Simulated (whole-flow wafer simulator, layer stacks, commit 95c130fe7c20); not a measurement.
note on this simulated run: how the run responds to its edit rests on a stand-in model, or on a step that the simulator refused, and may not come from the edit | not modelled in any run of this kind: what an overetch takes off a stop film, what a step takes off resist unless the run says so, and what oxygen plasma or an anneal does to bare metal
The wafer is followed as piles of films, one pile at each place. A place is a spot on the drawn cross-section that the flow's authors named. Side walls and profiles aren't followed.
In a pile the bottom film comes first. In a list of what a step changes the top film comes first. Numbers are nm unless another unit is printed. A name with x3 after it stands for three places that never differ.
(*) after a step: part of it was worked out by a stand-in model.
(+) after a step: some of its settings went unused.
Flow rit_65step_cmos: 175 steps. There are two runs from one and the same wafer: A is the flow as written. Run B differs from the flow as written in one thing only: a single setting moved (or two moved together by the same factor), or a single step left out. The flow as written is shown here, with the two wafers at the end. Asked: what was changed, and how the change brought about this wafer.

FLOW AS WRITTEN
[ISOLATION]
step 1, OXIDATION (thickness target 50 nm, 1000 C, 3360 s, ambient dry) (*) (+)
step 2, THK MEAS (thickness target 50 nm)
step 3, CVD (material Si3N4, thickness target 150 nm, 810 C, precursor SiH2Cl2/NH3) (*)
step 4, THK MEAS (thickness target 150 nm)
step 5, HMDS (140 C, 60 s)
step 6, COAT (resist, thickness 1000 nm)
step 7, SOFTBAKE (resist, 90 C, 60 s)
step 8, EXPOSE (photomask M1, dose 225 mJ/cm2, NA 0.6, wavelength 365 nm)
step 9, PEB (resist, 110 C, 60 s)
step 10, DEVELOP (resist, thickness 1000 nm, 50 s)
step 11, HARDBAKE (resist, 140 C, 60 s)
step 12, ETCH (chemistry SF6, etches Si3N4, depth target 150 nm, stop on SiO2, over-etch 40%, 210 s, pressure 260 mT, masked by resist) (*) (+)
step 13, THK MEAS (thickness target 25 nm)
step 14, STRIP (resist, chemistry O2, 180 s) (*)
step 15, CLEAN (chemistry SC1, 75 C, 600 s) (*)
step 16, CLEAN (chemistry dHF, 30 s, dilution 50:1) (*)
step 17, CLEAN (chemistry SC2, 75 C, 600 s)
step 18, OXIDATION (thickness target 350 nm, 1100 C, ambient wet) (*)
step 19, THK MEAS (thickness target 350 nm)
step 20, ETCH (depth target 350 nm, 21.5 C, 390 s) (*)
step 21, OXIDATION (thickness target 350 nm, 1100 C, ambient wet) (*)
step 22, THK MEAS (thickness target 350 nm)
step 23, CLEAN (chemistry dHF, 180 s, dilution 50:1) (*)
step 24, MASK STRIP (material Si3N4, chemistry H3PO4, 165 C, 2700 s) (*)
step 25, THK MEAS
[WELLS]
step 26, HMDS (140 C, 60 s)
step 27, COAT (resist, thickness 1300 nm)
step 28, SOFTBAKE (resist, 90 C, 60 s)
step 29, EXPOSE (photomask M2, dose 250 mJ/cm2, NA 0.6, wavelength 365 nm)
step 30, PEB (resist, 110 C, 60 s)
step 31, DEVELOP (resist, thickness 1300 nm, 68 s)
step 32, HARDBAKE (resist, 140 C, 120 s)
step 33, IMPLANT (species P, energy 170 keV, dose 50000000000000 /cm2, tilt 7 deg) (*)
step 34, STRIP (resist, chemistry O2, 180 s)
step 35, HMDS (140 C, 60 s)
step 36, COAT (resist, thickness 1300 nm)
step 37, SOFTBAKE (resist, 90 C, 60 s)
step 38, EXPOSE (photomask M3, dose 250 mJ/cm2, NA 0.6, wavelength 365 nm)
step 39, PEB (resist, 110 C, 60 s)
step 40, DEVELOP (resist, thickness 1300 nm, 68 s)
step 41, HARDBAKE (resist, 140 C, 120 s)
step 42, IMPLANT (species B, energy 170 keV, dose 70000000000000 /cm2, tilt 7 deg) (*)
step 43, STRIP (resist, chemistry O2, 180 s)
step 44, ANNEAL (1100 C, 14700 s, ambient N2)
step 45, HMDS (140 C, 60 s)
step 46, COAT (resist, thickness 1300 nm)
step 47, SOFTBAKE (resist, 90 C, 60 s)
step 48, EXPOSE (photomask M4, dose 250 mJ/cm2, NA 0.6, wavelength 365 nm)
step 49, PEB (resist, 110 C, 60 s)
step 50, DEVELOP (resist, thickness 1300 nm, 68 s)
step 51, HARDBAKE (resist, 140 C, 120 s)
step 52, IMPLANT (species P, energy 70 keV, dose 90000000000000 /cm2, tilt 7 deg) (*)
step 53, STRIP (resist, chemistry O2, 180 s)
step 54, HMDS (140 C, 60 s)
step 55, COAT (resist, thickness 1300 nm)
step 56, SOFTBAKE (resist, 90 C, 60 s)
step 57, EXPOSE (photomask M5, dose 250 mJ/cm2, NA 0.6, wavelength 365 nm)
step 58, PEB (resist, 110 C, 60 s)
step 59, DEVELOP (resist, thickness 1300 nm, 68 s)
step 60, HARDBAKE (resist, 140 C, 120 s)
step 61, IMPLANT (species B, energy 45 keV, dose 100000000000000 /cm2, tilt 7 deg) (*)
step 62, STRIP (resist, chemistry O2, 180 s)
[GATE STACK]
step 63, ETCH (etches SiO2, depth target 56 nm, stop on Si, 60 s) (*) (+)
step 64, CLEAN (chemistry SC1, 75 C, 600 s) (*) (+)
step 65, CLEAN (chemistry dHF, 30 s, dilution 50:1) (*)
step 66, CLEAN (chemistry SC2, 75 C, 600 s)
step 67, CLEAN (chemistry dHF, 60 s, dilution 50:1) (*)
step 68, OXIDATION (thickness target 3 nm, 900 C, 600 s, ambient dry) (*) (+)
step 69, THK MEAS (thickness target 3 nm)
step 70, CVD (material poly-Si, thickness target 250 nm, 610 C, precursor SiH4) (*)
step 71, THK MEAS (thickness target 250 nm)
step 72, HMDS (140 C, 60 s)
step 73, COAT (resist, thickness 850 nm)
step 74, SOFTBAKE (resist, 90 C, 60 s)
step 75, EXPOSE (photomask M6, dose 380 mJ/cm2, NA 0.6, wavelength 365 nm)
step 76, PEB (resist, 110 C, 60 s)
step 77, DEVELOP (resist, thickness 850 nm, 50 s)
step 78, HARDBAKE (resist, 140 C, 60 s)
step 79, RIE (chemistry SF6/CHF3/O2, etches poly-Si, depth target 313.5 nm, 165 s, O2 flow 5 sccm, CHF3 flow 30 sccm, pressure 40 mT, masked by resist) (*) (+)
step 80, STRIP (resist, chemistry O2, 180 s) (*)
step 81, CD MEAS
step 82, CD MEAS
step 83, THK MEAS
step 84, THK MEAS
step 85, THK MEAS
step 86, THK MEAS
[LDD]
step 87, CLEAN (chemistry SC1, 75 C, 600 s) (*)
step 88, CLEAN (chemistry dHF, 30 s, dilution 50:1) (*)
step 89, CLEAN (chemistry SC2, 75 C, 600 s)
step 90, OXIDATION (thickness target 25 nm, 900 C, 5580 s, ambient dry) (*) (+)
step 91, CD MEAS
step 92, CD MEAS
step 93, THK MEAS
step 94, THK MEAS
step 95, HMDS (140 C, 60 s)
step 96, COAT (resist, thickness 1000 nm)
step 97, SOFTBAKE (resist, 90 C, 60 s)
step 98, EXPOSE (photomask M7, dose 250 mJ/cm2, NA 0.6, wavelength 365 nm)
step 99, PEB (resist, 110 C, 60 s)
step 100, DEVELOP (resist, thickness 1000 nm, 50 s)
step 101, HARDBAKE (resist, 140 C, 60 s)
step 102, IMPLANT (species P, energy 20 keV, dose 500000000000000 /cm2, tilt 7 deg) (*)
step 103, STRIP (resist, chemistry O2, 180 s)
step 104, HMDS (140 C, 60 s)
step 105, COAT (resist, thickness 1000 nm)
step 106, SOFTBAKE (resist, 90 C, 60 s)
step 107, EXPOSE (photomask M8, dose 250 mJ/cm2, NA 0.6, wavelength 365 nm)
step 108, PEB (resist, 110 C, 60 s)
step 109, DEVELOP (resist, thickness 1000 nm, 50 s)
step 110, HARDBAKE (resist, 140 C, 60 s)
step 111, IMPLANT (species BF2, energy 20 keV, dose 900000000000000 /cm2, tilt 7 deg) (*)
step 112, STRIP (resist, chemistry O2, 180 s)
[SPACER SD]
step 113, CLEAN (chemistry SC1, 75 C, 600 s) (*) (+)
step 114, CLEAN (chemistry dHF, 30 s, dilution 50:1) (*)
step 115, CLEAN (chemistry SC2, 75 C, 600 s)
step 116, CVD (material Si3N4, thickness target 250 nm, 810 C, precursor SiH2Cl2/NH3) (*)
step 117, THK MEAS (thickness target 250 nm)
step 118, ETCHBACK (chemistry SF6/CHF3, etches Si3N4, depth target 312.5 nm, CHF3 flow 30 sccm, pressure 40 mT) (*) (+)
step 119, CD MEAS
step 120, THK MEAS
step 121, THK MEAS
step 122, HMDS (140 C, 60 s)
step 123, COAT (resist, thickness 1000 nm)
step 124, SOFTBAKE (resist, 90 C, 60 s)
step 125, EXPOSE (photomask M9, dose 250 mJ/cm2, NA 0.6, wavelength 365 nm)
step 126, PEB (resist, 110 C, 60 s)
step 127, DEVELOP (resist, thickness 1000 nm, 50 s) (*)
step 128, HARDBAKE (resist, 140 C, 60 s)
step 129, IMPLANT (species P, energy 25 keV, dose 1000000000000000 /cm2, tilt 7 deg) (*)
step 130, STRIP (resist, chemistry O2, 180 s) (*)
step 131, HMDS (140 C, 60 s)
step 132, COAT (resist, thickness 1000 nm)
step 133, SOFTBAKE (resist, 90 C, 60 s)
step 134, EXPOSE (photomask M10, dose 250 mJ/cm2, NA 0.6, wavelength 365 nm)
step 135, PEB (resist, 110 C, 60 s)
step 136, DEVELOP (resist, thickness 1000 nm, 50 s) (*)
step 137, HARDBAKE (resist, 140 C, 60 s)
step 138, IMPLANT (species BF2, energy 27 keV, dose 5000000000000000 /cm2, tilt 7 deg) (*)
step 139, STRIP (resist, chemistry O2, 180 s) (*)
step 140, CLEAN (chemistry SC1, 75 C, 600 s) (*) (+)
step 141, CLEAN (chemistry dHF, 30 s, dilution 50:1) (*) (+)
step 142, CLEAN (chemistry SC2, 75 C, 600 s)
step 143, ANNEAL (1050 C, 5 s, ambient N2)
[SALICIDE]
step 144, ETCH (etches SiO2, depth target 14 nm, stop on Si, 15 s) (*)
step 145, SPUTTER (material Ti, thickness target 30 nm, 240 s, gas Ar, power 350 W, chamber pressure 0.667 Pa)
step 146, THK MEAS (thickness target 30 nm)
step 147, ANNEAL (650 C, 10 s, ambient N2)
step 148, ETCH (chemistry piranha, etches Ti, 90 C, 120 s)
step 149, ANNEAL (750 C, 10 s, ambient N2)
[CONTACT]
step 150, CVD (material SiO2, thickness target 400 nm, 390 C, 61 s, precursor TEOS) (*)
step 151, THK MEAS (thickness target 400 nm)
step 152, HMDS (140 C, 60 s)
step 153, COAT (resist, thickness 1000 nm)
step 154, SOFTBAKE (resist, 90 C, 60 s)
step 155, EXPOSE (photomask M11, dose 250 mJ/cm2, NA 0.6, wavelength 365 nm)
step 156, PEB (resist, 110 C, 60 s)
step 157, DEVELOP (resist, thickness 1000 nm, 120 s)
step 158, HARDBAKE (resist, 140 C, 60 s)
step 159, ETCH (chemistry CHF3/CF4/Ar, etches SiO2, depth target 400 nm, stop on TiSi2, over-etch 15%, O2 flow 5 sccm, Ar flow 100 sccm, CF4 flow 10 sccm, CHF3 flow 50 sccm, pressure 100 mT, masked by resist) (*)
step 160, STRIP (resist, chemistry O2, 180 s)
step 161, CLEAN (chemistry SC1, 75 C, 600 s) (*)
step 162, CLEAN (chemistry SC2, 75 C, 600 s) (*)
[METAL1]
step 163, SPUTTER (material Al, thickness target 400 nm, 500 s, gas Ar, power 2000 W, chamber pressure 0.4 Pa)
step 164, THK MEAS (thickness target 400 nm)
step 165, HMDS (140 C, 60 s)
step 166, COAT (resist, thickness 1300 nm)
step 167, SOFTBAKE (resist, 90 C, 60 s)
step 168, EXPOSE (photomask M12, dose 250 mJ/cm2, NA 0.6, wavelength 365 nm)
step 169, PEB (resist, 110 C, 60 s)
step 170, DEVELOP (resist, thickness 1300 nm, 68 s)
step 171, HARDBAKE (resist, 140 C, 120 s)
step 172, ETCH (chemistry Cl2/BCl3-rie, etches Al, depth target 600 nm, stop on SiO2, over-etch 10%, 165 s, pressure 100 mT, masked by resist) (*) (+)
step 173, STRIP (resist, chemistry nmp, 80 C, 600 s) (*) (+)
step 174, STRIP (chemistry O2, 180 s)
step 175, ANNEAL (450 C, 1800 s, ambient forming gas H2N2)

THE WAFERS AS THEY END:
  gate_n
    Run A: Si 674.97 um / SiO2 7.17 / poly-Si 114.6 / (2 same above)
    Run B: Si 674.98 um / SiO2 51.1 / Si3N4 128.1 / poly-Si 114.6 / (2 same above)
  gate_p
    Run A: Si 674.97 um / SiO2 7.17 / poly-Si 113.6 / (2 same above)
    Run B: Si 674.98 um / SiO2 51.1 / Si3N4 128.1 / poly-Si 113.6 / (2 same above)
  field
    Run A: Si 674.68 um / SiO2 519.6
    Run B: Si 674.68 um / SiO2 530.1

The reason: step 24, MASK STRIP: material Si3N4, chemistry H3PO4, 165 C, 2700 s (*), was skipped.

Step by step, how the change led to this:
  step 27, COAT (resist, thickness 1300 nm)
      field_pw, field_nw: A resist gains 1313 (new film) | B resist gains 1380.5 (new film)
      field: A resist gains 1315.7 (new film) | B resist gains 1407.7 (new film)
      (and at 1 other place as well)
  step 30, PEB (resist, 110 C, 60 s)
      field, field_p: A resist loses 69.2 | B resist loses 74.3
      field_pw, field_nw: A resist loses 69.1 | B resist loses 72.8
  step 31, DEVELOP (resist, thickness 1300 nm, 68 s)
      field_nw: A resist loses 1243.9 (all of it) | B resist loses 1307.6 (all of it)
      field_p: A resist loses 1246.4 (all of it) | B resist loses 1333.1 (all of it)
  step 32, HARDBAKE (resist, 140 C, 120 s)
      field: A resist loses 94 | B resist loses 101.8
      field_pw: A resist loses 93.8 | B resist loses 99.5
  step 34, STRIP (resist, chemistry O2, 180 s)
      field: A resist loses 1152.5 (all of it) | B resist loses 1231.6 (all of it)
      field_pw: A resist loses 1150.2 (all of it) | B resist loses 1208.1 (all of it)
  step 36, COAT (resist, thickness 1300 nm)
      field_pw, field_nw: A resist gains 1313 (new film) | B resist gains 1380.5 (new film)
      field: A resist gains 1315.7 (new film) | B resist gains 1407.7 (new film)
      (and at 1 other place as well)
  step 39, PEB (resist, 110 C, 60 s)
      field, field_p: A resist loses 69.2 | B resist loses 74.3
      field_pw, field_nw: A resist loses 69.1 | B resist loses 72.8
  step 40, DEVELOP (resist, thickness 1300 nm, 68 s)
      field: A resist loses 1246.5 (all of it) | B resist loses 1333.4 (all of it)
      field_pw: A resist loses 1243.9 (all of it) | B resist loses 1307.6 (all of it)
  step 41, HARDBAKE (resist, 140 C, 120 s)
      field_nw: A resist loses 93.8 | B resist loses 99.5
      field_p: A resist loses 94 | B resist loses 101.7
  step 43, STRIP (resist, chemistry O2, 180 s)
      field_nw: A resist loses 1150.2 (all of it) | B resist loses 1208.1 (all of it)
      field_p: A resist loses 1152.5 (all of it) | B resist loses 1231.3 (all of it)
  step 46, COAT (resist, thickness 1300 nm)
      field_pw, field_nw: A resist gains 1313 (new film) | B resist gains 1380.5 (new film)
      field: A resist gains 1315.7 (new film) | B resist gains 1407.7 (new film)
      (and at 1 other place as well)
  step 49, PEB (resist, 110 C, 60 s)
      field, field_p: A resist loses 69.2 | B resist loses 74.3
      field_pw, field_nw: A resist loses 69.1 | B resist loses 72.8
  step 50, DEVELOP (resist, thickness 1300 nm, 68 s)
      field_nw: A resist loses 1243.9 (all of it) | B resist loses 1307.6 (all of it)
      field_p: A resist loses 1246.4 (all of it) | B resist loses 1333.1 (all of it)
  step 51, HARDBAKE (resist, 140 C, 120 s)
      field: A resist loses 94 | B resist loses 101.8
      field_pw: A resist loses 93.8 | B resist loses 99.5
  step 53, STRIP (resist, chemistry O2, 180 s)
      field: A resist loses 1152.5 (all of it) | B resist loses 1231.6 (all of it)
      field_pw: A resist loses 1150.2 (all of it) | B resist loses 1208.1 (all of it)
  step 55, COAT (resist, thickness 1300 nm)
      field_pw, field_nw: A resist gains 1313 (new film) | B resist gains 1380.5 (new film)
      field: A resist gains 1315.7 (new film) | B resist gains 1407.7 (new film)
      (and at 1 other place as well)
  ... 47 other steps ...
  step 170, DEVELOP (resist, thickness 1300 nm, 68 s)
      field: A resist loses 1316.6 (all of it) | B resist loses 1353.5 (all of it)
      field_pw: A resist loses 1285.5 (all of it) | B resist loses 1313.2 (all of it)
      (and at 5 other places as well)
